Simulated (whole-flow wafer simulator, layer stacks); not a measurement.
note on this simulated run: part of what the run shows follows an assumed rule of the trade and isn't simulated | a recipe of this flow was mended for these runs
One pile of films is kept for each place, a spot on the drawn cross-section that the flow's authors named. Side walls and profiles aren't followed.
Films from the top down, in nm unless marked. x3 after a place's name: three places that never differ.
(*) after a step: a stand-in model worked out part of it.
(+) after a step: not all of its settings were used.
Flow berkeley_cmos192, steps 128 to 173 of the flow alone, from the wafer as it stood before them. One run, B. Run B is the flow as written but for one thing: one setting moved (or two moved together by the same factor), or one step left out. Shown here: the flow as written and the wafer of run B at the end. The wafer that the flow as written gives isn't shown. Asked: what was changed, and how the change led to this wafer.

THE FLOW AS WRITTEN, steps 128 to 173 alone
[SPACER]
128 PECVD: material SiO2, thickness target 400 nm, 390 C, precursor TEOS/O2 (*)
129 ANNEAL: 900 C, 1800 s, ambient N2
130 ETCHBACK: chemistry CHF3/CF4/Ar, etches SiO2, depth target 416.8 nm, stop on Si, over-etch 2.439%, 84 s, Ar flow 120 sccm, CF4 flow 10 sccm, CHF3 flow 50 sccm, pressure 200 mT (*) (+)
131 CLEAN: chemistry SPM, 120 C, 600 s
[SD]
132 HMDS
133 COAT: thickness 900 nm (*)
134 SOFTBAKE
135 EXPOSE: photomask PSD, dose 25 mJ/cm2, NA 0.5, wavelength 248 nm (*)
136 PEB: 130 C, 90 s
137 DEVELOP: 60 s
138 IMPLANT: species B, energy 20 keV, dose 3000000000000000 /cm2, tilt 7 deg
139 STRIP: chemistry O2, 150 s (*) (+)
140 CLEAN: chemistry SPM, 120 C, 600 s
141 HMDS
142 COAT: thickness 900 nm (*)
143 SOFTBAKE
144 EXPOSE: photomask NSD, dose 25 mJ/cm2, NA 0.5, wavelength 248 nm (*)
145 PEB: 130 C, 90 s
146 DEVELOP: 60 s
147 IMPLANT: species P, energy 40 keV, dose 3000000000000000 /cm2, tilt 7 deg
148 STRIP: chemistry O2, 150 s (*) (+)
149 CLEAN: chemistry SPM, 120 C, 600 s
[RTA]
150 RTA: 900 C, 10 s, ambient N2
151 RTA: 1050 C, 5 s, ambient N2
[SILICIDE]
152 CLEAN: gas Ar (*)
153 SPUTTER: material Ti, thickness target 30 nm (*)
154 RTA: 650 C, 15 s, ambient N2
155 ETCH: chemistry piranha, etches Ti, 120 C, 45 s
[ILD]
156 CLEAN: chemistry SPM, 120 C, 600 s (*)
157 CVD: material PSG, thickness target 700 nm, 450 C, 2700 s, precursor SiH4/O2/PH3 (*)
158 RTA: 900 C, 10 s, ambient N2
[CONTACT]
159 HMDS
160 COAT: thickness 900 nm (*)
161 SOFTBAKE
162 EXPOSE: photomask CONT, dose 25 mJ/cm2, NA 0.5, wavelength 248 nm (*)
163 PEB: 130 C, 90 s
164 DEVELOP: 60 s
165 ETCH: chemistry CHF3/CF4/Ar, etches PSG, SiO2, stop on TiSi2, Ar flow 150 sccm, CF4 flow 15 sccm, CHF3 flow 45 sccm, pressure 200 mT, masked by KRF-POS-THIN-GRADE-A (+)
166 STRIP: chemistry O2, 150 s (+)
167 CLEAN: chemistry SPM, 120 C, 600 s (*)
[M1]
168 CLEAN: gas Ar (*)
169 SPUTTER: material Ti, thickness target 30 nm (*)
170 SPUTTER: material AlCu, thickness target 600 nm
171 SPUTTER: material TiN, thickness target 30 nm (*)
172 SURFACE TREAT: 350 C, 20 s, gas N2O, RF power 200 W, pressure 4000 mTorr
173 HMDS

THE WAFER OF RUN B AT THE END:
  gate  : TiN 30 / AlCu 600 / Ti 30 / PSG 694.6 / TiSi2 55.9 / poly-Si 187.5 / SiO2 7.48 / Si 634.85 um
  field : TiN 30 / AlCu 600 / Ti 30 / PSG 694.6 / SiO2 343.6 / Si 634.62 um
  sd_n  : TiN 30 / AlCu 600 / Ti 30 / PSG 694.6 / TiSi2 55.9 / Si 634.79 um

The cause: step 128, PECVD: thickness target 362 nm was run, where the flow has thickness target 400 nm.

How the change led to this, step by step:
  128 PECVD: material SiO2, thickness target 400 nm, 390 C, precursor TEOS/O2 (*)
      field, sd_n, contact, m1: SiO2 +362 (as written it would be: SiO2 +400)
      spacer_n, sd_p, spacer_p: SiO2 +350 (as written it would be: SiO2 +386.5)
      (and at 2 more places)
  130 ETCHBACK: chemistry CHF3/CF4/Ar, etches SiO2, depth target 416.8 nm, stop on Si, over-etch 2.439%, 84 s, Ar flow 120 sccm, CF4 flow 10 sccm, CHF3 flow 50 sccm, pressure 200 mT (*) (+)
      gate, gate_p: SiO2 -362 (all of it), chemical SiO2 -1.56 (all of it), poly-Si -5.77 (as written it would be: SiO2 -400 (all of it), chemical SiO2 -1.56 (all of it), poly-Si -2.31)
      sd_n: SiO2 -368 (all of it), Si -5.77 (as written it would be: SiO2 -406 (all of it), Si -2.31)
      (and at 3 more places)
  133 COAT: thickness 900 nm (*)
      spacer_n: KrF-resist +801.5 (new film) (as written it would be: KrF-resist +785.3 (new film))
      gate: KrF-resist +746.2 (new film) (as written it would be: KrF-resist +764.7 (new film))
      (and at 2 more places)
  137 DEVELOP: 60 s
      spacer_p: KrF-resist -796 (all of it) (as written it would be: KrF-resist -778.4 (all of it))
      gate_p: KrF-resist -740.7 (all of it) (as written it would be: KrF-resist -757.7 (all of it))
  139 STRIP: chemistry O2, 150 s (*) (+)
      sd_n: KrF-resist -956.3 (all of it), chemical SiO2 +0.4, Si -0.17 (as written it would be: KrF-resist -976 (all of it), chemical SiO2 +0.39, Si -0.17)
      spacer_n: KrF-resist -784.8 (all of it) (as written it would be: KrF-resist -768.7 (all of it))
      (and at 1 more place)
  142 COAT: thickness 900 nm (*)
      sd_n: KrF-resist +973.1 (new film) (as written it would be: KrF-resist +993.1 (new film))
      spacer_n: KrF-resist +802 (new film) (as written it would be: KrF-resist +785.4 (new film))
      (and at 3 more places)
  146 DEVELOP: 60 s
      sd_n: KrF-resist -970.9 (all of it) (as written it would be: KrF-resist -990.8 (all of it))
      spacer_n: KrF-resist -800.2 (all of it) (as written it would be: KrF-resist -783.7 (all of it))
      (and at 1 more place)
  148 STRIP: chemistry O2, 150 s (*) (+)
      gate_p: KrF-resist -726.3 (all of it), chemical SiO2 +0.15, poly-Si -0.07 (as written it would be: KrF-resist -742.5 (all of it), chemical SiO2 +0.15)
      spacer_p: KrF-resist -781.7 (all of it) (as written it would be: KrF-resist -763.6 (all of it))
  154 RTA: 650 C, 15 s, ambient N2
      sd_p: Ti -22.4, TiSi first +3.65 (new film), TiSi2 C49 +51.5 (new film), Si -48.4 (as written it would be: Ti -22, TiSi first +2.72 (new film), TiSi2 C49 +51.9 (new film), Si -48.2)
  158 RTA: 900 C, 10 s, ambient N2
      sd_p: under 1 film: TiSi2 +53.5 (new film), TiSi first -3.55 (all of it), TiSi2 C49 -51.5 (all of it), Si -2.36 (as written it would be: under 1 film: TiSi2 +52.6 (new film), TiSi first -2.61 (all of it), TiSi2 C49 -51.9 (all of it), Si -1.74)
  160 COAT: thickness 900 nm (*)
      sd_n: KrF-resist +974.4 (new film) (as written it would be: KrF-resist +995.6 (new film))
      gate: KrF-resist +779.4 (new film) (as written it would be: KrF-resist +803.9 (new film))
      (and at 2 more places)
  166 STRIP: chemistry O2, 150 s (+)
      sd_n: KrF-resist -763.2 (all of it) (as written it would be: KrF-resist -784.4 (all of it))
      gate: KrF-resist -568.7 (all of it) (as written it would be: KrF-resist -593.2 (all of it))
      (and at 4 more places)
  169 SPUTTER: material Ti, thickness target 30 nm (*)
      sd_p: Ti +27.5 (new film) (as written it would be: Ti +26.8 (new film))
  170 SPUTTER: material AlCu, thickness target 600 nm
      sd_p: AlCu +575 (new film) (as written it would be: AlCu +557.4 (new film))
  171 SPUTTER: material TiN, thickness target 30 nm (*)
      sd_p: TiN +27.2 (new film) (as written it would be: TiN +26.2 (new film))
